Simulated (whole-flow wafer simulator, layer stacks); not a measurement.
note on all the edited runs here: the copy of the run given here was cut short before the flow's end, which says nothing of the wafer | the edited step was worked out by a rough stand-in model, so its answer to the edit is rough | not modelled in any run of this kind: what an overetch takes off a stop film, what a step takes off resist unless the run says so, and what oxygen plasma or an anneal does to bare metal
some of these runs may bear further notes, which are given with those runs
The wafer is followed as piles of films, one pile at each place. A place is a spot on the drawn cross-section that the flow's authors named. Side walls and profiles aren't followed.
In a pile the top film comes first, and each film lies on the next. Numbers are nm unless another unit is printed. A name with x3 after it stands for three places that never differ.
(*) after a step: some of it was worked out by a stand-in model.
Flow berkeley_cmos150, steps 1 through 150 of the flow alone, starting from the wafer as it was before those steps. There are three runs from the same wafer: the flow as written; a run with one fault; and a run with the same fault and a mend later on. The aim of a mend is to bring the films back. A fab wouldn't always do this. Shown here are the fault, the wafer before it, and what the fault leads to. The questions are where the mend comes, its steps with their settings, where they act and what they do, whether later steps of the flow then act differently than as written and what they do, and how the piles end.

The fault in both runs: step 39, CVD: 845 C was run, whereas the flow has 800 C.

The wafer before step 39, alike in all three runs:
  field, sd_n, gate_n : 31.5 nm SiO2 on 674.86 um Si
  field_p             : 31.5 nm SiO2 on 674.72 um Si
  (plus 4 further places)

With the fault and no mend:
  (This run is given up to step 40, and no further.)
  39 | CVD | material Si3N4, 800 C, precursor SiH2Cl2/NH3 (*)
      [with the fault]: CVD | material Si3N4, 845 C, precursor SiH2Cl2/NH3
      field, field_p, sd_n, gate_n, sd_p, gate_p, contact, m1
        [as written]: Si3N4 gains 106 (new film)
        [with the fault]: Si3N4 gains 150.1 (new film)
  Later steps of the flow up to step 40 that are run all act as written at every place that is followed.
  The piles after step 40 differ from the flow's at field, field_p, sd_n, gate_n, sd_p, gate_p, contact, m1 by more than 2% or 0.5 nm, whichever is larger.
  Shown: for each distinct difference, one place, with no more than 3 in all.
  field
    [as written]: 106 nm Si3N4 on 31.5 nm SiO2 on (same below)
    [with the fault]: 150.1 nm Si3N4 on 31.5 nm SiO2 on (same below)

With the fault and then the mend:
  The mend stands after step 39.
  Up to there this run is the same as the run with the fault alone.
  39a | HM STRIP | material Si3N4, chemistry H3PO4, 130 C, 1483 s (*) (the flow's step 24 again, with other settings)
      field, field_p, sd_n, gate_n, sd_p, gate_p, contact, m1
        Si3N4 loses 44.1
  Later steps of the flow that are run all act as written at every place that is followed, up to a difference of at most 2% or 0.5 nm, whichever is larger.
  The piles end the same as the flow's at every place that both follow.
